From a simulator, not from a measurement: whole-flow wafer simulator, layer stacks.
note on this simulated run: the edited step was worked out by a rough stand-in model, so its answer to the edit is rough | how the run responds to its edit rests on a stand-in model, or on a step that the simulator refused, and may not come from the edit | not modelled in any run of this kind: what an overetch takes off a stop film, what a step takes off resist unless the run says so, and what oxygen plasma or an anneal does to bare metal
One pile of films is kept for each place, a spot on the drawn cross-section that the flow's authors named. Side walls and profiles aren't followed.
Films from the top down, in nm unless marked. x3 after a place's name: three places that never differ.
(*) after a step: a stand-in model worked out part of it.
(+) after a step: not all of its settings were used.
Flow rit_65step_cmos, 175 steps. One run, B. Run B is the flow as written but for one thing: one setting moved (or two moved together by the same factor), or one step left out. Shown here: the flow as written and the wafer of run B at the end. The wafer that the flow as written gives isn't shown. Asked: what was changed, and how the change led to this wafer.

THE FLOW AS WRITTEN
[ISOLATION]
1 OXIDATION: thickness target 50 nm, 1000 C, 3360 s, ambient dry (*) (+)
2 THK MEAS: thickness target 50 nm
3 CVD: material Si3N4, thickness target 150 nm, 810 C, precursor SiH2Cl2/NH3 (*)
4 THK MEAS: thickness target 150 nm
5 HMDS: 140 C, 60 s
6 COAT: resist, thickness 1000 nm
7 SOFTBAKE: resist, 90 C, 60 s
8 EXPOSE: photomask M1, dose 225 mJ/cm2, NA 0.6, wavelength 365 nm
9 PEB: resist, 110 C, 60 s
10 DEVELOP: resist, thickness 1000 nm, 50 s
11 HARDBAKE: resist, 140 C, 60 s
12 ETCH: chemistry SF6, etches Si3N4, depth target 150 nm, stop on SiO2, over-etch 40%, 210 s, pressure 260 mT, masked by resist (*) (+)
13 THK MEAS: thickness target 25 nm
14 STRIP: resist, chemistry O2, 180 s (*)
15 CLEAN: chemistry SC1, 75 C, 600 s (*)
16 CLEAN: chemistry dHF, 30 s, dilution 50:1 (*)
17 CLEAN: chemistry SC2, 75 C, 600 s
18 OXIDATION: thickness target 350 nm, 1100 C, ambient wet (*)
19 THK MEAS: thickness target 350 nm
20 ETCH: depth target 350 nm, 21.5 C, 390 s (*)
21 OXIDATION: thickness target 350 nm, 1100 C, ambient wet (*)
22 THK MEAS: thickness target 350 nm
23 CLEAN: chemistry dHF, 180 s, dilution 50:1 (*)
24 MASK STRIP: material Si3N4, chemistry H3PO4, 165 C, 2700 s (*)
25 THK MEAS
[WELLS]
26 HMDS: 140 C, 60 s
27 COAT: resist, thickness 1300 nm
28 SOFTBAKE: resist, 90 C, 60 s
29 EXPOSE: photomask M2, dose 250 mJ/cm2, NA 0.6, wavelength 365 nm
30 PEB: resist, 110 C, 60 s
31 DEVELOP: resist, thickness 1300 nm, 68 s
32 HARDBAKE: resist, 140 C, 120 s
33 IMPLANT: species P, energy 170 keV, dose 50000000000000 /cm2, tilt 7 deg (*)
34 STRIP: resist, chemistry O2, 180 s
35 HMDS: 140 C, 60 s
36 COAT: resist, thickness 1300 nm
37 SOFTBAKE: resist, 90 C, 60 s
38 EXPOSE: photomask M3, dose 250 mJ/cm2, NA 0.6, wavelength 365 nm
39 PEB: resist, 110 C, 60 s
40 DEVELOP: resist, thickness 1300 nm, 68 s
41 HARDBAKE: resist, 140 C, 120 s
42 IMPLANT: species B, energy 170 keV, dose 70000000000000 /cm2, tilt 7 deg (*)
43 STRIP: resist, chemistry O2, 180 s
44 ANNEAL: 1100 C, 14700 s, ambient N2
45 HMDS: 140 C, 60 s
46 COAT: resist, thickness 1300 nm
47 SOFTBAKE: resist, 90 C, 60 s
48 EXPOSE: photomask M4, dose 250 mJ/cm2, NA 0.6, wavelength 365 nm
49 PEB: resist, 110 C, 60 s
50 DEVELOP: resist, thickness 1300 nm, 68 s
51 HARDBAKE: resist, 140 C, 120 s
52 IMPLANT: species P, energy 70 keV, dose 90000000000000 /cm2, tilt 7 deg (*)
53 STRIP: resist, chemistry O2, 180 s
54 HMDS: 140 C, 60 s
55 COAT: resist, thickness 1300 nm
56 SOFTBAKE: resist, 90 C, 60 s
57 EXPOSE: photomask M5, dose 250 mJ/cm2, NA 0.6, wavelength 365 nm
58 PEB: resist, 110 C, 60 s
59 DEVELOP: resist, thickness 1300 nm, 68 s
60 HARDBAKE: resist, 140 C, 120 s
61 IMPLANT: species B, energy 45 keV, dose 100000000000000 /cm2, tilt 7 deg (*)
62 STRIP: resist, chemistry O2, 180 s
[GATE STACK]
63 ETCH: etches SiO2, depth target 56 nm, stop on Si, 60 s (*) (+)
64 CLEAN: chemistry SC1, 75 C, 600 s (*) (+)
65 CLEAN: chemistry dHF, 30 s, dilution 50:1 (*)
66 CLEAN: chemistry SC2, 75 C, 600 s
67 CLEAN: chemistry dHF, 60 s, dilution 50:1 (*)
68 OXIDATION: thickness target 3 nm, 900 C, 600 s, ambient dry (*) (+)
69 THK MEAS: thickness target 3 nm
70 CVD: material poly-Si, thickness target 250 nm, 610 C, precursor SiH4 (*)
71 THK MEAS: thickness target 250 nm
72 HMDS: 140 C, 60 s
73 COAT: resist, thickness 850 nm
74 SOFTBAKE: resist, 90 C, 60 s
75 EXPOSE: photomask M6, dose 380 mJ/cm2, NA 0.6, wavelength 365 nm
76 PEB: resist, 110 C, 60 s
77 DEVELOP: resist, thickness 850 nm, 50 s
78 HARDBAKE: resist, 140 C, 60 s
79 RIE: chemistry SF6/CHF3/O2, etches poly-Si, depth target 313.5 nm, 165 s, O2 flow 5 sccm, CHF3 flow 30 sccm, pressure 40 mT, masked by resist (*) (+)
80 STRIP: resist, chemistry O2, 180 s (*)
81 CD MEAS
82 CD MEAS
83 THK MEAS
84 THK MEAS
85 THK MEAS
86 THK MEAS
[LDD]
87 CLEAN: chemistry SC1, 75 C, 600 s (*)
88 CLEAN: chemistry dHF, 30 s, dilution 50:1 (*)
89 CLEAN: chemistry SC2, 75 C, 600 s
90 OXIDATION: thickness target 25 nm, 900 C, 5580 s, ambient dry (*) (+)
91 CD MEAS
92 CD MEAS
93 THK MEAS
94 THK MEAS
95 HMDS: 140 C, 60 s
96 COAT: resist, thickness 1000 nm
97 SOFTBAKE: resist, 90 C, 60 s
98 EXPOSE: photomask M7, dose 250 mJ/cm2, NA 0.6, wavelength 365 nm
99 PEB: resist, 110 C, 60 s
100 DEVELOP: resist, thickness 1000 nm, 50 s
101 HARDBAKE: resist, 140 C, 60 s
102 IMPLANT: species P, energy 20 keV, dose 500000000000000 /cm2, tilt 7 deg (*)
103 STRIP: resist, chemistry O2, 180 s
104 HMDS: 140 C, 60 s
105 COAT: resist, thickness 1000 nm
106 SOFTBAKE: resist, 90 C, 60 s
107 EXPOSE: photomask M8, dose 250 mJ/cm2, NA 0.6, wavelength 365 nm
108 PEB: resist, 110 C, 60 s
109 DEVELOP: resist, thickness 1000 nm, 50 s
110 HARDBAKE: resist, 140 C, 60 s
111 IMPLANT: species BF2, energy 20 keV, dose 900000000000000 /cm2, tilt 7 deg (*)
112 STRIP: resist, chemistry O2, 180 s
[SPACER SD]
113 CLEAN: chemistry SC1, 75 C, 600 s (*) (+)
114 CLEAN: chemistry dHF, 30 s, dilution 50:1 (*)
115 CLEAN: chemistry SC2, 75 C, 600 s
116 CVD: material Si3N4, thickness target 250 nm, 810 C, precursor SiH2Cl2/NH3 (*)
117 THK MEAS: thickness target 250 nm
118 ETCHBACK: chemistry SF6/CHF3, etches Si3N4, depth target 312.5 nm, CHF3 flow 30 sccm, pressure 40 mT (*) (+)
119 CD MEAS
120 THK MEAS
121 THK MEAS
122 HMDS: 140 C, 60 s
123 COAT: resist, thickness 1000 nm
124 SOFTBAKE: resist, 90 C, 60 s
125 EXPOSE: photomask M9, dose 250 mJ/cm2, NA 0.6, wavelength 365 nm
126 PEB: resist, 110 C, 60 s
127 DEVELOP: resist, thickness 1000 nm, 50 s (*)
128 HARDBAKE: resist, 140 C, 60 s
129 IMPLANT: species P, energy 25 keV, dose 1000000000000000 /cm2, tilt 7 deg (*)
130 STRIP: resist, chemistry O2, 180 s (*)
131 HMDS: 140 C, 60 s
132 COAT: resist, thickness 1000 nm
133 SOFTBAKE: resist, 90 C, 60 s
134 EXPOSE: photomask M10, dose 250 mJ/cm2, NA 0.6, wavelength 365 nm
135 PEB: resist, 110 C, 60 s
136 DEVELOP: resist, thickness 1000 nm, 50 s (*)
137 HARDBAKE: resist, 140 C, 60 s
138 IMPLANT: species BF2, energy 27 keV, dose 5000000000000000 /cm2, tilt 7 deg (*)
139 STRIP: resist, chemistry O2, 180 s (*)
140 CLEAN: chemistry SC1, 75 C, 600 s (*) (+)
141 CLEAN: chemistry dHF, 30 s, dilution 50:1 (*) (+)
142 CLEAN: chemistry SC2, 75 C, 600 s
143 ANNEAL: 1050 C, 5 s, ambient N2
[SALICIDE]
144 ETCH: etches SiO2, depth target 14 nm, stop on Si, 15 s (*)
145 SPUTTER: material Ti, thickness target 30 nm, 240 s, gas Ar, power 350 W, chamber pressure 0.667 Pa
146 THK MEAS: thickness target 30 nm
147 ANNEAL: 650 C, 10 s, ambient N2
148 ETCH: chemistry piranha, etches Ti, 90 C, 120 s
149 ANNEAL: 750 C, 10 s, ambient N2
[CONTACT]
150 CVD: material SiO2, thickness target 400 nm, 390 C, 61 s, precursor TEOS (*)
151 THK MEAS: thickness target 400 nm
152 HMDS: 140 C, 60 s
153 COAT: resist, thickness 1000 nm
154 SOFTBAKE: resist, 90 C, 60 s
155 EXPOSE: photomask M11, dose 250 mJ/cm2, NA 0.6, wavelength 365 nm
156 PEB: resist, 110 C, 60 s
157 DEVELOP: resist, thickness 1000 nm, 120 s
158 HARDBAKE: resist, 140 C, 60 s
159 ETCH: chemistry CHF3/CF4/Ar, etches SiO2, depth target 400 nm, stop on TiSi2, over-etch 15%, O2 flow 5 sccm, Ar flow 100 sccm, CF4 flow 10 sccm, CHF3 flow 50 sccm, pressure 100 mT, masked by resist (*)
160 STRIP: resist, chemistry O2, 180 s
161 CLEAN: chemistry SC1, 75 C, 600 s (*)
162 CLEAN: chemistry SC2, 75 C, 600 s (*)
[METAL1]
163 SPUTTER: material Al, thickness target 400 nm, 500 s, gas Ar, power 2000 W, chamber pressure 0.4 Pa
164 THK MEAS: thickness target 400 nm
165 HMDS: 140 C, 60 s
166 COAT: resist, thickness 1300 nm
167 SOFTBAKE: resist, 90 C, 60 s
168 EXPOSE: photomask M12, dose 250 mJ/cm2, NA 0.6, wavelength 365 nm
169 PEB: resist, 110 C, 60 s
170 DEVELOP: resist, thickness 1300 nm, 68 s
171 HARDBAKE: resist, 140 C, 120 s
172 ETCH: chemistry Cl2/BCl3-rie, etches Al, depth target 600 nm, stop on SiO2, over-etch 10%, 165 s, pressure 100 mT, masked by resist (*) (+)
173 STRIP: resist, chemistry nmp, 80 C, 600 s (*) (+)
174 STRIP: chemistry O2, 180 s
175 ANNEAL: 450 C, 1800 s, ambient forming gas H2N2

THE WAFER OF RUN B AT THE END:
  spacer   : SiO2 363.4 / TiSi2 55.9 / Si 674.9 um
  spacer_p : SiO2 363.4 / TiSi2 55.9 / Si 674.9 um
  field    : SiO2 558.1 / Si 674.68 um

The cause: step 116, CVD: thickness target 300 nm was run, where the flow has thickness target 250 nm.

How the change led to this, step by step:
  116 CVD: material Si3N4, thickness target 250 nm, 810 C, precursor SiH2Cl2/NH3 (*)
      field, field_pw, field_nw and 11 more: Si3N4 +300 (new film) (as written it would be: Si3N4 +250 (new film))
  118 ETCHBACK: chemistry SF6/CHF3, etches Si3N4, depth target 312.5 nm, CHF3 flow 30 sccm, pressure 40 mT (*) (+)
      spacer, spacer_p: Si3N4 -300 (all of it), SiO2 -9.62 (as written it would be: Si3N4 -54)
      gate_n: Si3N4 -300 (all of it), SiO2 -9.62 (as written it would be: Si3N4 -250 (all of it), SiO2 -16.3 (all of it), poly-Si -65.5)
      (and at 5 more places)
  123 COAT: resist, thickness 1000 nm
      field: resist +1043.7 (new film) (as written it would be: resist +1066.4 (new film))
      field_p: resist +1050.8 (new film) (as written it would be: resist +1073.5 (new film))
      (and at 4 more places)
  126 PEB: resist, 110 C, 60 s
      gate_n, gate_p: resist -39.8 (as written it would be: resist -43.1)
      field: resist -54.2 (as written it would be: resist -55.6)
      (and at 3 more places)
  127 DEVELOP: resist, thickness 1000 nm, 50 s (*)
      field: resist -989.4 (all of it) (as written it would be: resist -1010.9 (all of it))
      gate_n: resist -734.8 (all of it) (as written it would be: resist -791.9 (all of it))
      (and at 1 more place)
  128 HARDBAKE: resist, 140 C, 60 s
      field_nw: resist -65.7 (as written it would be: resist -67.1)
      field_p: resist -67.1 (as written it would be: resist -68.8)
      (and at 2 more places)
  130 STRIP: resist, chemistry O2, 180 s (*)
      gate_n: nothing (as written it would be: chemical SiO2 +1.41 (new film), poly-Si -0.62)
      gate_p: resist -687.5 (all of it) (as written it would be: chemical SiO2 +1.31 (new film), resist -741.1 (all of it), poly-Si -0.58)
      (and at 2 more places)
  132 COAT: resist, thickness 1000 nm
      field: resist +1043.7 (new film) (as written it would be: resist +1067 (new film))
      field_p: resist +1050.8 (new film) (as written it would be: resist +1074 (new film))
      (and at 4 more places)
  135 PEB: resist, 110 C, 60 s
      gate_n, gate_p: resist -39.8 (as written it would be: resist -43.1)
      field: resist -54.2 (as written it would be: resist -55.6)
      (and at 3 more places)
  136 DEVELOP: resist, thickness 1000 nm, 50 s (*)
      field_p: resist -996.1 (all of it) (as written it would be: resist -1018 (all of it))
      gate_p: resist -735.1 (all of it) (as written it would be: resist -792.8 (all of it))
      (and at 1 more place)
  137 HARDBAKE: resist, 140 C, 60 s
      field: resist -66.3 (as written it would be: resist -68.3)
      field_nw: resist -65.7 (as written it would be: resist -67.1)
      (and at 2 more places)
  139 STRIP: resist, chemistry O2, 180 s (*)
      gate_n: resist -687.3 (all of it) (as written it would be: resist -740 (all of it), chemical SiO2 +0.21, poly-Si -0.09)
      field: resist -923.1 (all of it) (as written it would be: resist -943.1 (all of it))
      (and at 1 more place)
  140 CLEAN: chemistry SC1, 75 C, 600 s (*) (+)
      gate_n, gate_p: SiO2 -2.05 (as written it would be: chemical SiO2 -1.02, poly-Si -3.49)
      spacer, spacer_p: SiO2 -2.05 (as written it would be: Si3N4 -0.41)
  141 CLEAN: chemistry dHF, 30 s, dilution 50:1 (*) (+)
      gate_n: SiO2 -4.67 (all of it) (as written it would be: chemical SiO2 -0.6 (all of it))
      gate_p: SiO2 -4.08 (all of it) (as written it would be: chemical SiO2 -0.6 (all of it))
      (and at 2 more places)
  145 SPUTTER: material Ti, thickness target 30 nm, 240 s, gas Ar, power 350 W, chamber pressure 0.667 Pa
      gate_n: Ti +30 (new film) (as written it would be: Ti +27.3 (new film))
      gate_p: Ti +30 (new film) (as written it would be: Ti +27.2 (new film))
  147 ANNEAL: 650 C, 10 s, ambient N2
      spacer, spacer_p: Ti -23.4, TiSi first +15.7 (new film), TiSi2 C49 +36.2 (new film), Si -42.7 (as written it would be: nothing)
      gate_n: Ti -23.4, TiSi first +15.7 (new film), TiSi2 C49 +36.2 (new film), poly-Si -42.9 (as written it would be: Ti -21.3, TiSi first +9.82 (new film), TiSi2 C49 +39.5 (new film), poly-Si -41.9)
      (and at 1 more place)
  ... 9 more steps ...
  170 DEVELOP: resist, thickness 1300 nm, 68 s
      field: resist -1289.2 (all of it) (as written it would be: resist -1316.6 (all of it))
      field_p: resist -1296.6 (all of it) (as written it would be: resist -1324.1 (all of it))
      (and at 4 more places)
